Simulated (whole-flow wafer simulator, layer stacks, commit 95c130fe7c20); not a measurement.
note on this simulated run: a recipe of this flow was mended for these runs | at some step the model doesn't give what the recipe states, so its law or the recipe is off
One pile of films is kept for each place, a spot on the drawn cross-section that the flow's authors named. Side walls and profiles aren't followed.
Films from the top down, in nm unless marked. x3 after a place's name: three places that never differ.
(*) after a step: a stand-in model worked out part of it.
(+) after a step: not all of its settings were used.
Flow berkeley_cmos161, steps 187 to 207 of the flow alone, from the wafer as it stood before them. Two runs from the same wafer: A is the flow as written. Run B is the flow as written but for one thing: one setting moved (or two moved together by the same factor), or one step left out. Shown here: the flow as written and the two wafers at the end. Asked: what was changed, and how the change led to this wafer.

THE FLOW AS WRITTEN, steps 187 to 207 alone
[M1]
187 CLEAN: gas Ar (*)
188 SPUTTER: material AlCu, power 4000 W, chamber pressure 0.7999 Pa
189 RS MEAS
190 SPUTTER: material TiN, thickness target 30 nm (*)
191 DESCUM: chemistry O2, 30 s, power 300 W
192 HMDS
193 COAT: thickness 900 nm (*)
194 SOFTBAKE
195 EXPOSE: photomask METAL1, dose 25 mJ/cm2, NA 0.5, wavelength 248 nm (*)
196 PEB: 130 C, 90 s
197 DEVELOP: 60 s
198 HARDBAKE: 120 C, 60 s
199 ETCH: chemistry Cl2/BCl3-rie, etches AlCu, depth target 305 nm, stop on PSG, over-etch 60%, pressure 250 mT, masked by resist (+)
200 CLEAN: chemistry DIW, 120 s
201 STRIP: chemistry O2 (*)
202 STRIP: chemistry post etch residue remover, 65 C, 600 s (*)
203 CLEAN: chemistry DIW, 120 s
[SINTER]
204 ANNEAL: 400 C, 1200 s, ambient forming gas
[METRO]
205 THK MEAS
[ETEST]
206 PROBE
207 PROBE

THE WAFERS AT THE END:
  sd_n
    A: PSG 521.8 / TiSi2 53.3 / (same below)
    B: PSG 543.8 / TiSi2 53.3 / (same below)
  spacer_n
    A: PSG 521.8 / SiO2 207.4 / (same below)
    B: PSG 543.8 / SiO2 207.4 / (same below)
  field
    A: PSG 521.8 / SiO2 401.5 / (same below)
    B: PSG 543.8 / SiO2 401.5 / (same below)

The cause: step 199, ETCH: depth target 195 nm was run, where the flow has depth target 305 nm.

How the change led to this, step by step:
  199 ETCH: chemistry Cl2/BCl3-rie, etches AlCu, depth target 305 nm, stop on PSG, over-etch 60%, pressure 250 mT, masked by resist (+)
      field, sd_n, spacer_n, gate_n, spacer_p, gate_p: A TiN -30 (all of it), AlCu -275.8 (all of it), PSG -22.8 | B TiN -30 (all of it), AlCu -275.8 (all of it), PSG -0.77
      contact, m1: A KrF-resist -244 | B KrF-resist -156
      (and at 1 more place)
  201 STRIP: chemistry O2 (*)
      contact: A KrF-resist -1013 (all of it) | B KrF-resist -1101 (all of it)
      m1: A KrF-resist -537.5 (all of it) | B KrF-resist -625.5 (all of it)
